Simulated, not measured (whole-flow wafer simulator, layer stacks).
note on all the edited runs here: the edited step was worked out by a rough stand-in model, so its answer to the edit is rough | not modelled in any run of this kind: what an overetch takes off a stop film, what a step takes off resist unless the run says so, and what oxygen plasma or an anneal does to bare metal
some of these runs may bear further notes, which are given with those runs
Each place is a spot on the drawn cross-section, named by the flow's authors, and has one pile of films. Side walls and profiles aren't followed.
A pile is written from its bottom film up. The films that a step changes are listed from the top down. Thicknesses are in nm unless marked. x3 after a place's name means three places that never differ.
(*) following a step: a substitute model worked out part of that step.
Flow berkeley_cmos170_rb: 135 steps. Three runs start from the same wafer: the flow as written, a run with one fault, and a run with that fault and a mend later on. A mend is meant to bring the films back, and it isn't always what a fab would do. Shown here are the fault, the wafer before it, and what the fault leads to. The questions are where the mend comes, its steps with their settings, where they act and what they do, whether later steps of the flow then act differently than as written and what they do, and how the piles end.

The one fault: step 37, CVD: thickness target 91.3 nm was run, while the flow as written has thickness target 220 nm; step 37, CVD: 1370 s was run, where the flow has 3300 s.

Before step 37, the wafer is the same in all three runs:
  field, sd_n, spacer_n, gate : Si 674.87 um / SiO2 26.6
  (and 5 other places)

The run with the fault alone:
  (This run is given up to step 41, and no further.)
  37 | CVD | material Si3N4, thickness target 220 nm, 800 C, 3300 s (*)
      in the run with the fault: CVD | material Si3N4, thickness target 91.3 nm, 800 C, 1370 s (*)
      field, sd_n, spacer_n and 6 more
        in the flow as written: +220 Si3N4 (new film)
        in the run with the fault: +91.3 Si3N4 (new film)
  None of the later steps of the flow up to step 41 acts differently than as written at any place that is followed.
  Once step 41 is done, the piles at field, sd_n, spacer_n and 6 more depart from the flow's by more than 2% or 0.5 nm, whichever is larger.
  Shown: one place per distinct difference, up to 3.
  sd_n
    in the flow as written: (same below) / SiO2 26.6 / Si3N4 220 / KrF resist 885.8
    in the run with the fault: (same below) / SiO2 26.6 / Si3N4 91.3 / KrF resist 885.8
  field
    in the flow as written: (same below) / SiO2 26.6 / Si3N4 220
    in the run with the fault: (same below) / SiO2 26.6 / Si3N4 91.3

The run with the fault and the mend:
  The mend follows step 37.
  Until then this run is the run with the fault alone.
  37a | ETCH | chemistry h3po4, depth target 105 nm (the flow's step 30, run once more with other settings)
      field, sd_n, spacer_n and 6 more
        -91.3 Si3N4 (all of it)
  37b | CLEAN (*)
      does not change any film at any place that is followed
  37c | CVD | material Si3N4, thickness target 220 nm, 800 C, 3300 s (*) (the flow's step 37, run once more)
      field, sd_n, spacer_n and 6 more
        +220 Si3N4 (new film)
  None of the later steps of the flow acts differently than as written at any place that is followed.
  By the end, the piles equal the flow's at every place that both follow.
